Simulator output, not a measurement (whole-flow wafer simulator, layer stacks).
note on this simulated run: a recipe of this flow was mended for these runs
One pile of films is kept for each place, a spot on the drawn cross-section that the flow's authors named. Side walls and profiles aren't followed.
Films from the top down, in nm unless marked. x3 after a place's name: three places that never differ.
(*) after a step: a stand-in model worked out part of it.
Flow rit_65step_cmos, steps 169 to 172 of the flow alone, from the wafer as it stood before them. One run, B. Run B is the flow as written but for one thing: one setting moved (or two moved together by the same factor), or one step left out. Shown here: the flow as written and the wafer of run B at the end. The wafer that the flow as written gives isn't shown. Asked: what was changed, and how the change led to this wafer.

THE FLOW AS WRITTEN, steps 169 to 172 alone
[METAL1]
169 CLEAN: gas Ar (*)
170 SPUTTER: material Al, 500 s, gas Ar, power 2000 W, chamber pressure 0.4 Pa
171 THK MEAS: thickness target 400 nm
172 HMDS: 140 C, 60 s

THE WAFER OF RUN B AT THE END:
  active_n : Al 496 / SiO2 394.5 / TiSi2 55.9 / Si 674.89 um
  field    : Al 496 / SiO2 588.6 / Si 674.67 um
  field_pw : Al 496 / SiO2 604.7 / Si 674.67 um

The cause: step 170, SPUTTER: power 2480 W was run, where the flow has power 2000 W.

How the change led to this, step by step:
  170 SPUTTER: material Al, 500 s, gas Ar, power 2000 W, chamber pressure 0.4 Pa
      field, field_pw, field_nw and 10 more: Al +496 (new film) (as written it would be: Al +400 (new film))
      contact: Al +309.7 (new film) (as written it would be: Al +255.4 (new film))
